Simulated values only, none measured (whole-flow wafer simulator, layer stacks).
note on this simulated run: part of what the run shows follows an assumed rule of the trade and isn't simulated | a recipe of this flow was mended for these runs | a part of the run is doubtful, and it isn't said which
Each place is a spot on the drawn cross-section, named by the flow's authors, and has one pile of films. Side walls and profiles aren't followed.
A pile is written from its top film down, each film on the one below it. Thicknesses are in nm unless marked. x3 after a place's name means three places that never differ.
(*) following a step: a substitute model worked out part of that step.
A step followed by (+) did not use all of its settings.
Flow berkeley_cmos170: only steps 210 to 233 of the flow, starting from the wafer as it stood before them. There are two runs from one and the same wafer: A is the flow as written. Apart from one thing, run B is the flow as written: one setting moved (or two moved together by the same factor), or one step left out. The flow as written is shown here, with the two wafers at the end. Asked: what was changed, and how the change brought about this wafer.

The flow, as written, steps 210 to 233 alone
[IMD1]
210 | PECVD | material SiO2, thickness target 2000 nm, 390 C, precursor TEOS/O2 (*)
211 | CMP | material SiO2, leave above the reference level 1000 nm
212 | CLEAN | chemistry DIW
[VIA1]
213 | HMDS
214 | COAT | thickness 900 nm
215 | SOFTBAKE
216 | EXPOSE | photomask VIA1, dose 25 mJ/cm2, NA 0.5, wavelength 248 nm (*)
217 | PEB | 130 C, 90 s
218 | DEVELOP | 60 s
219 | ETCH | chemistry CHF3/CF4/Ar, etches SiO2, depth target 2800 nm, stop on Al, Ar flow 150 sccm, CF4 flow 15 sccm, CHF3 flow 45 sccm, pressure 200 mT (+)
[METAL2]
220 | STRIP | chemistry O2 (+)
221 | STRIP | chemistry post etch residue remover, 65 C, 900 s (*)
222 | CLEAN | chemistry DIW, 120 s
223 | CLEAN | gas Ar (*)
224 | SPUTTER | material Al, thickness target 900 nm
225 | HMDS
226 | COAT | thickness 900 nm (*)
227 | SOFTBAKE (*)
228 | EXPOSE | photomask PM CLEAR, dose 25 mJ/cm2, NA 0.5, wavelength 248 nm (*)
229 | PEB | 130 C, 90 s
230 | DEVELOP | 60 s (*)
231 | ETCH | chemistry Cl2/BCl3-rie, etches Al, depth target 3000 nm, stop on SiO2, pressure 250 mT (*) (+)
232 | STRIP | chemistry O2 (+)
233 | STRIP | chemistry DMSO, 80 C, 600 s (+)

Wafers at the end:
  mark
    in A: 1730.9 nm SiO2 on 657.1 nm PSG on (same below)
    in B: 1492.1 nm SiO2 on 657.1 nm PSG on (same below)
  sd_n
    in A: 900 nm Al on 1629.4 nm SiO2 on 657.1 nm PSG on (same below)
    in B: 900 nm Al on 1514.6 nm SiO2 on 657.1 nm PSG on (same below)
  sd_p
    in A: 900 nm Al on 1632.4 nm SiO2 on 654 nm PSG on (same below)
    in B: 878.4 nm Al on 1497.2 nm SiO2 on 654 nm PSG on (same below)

What caused this: step 210, PECVD: thickness target 1520 nm was run, though the flow has thickness target 2000 nm; step 231, ETCH: depth target 2280 nm was run, where the flow has depth target 3000 nm.

The path from the change to this, step by step:
  210 | PECVD | material SiO2, thickness target 2000 nm, 390 C, precursor TEOS/O2 (*)
      field, mark, sd_n and 8 more: A SiO2 gains 2000 (new film) | B SiO2 gains 1520 (new film)
      sd_p: A SiO2 gains 1975.9 (new film) | B SiO2 gains 1502.5 (new film)
      (and at 1 other place as well)
  211 | CMP | material SiO2, leave above the reference level 1000 nm
      mark: A SiO2 loses 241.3 | B nothing
      sd_n: A SiO2 loses 365.3 | B nothing
      (and at 11 other places as well)
  214 | COAT | thickness 900 nm
      sd_n: A KrF-resist gains 900 (new film) | B KrF-resist gains 988.7 (new film)
      spacer_n: A KrF-resist gains 900 (new film) | B KrF-resist gains 877.7 (new film)
      (and at 5 other places as well)
  217 | PEB | 130 C, 90 s
      contact: A KrF-resist loses 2 | B KrF-resist loses 3.2
  220 | STRIP | chemistry O2 (+)
      field: A KrF-resist loses 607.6 (all of it) | B KrF-resist loses 593.7 (all of it)
      sd_n: A KrF-resist loses 607.6 (all of it) | B KrF-resist loses 696.1 (all of it)
      (and at 6 other places as well)
  224 | SPUTTER | material Al, thickness target 900 nm
      sd_p: A Al gains 900 (new film) | B Al gains 878.4 (new film)
      contact: A Al gains 900 (new film) | B Al gains 770.7 (new film)
  226 | COAT | thickness 900 nm (*)
      sd_n: A KrF-resist gains 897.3 (new film) | B KrF-resist gains 985.1 (new film)
      spacer_n: A KrF-resist gains 899.9 (new film) | B KrF-resist gains 874.4 (new film)
      (and at 5 other places as well)
  229 | PEB | 130 C, 90 s
      contact: A KrF-resist loses 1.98 | B KrF-resist loses 3.53
  232 | STRIP | chemistry O2 (+)
      field: A KrF-resist loses 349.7 (all of it) | B KrF-resist loses 334.1 (all of it)
      sd_n: A KrF-resist loses 347 (all of it) | B KrF-resist loses 434.6 (all of it)
      (and at 6 other places as well)
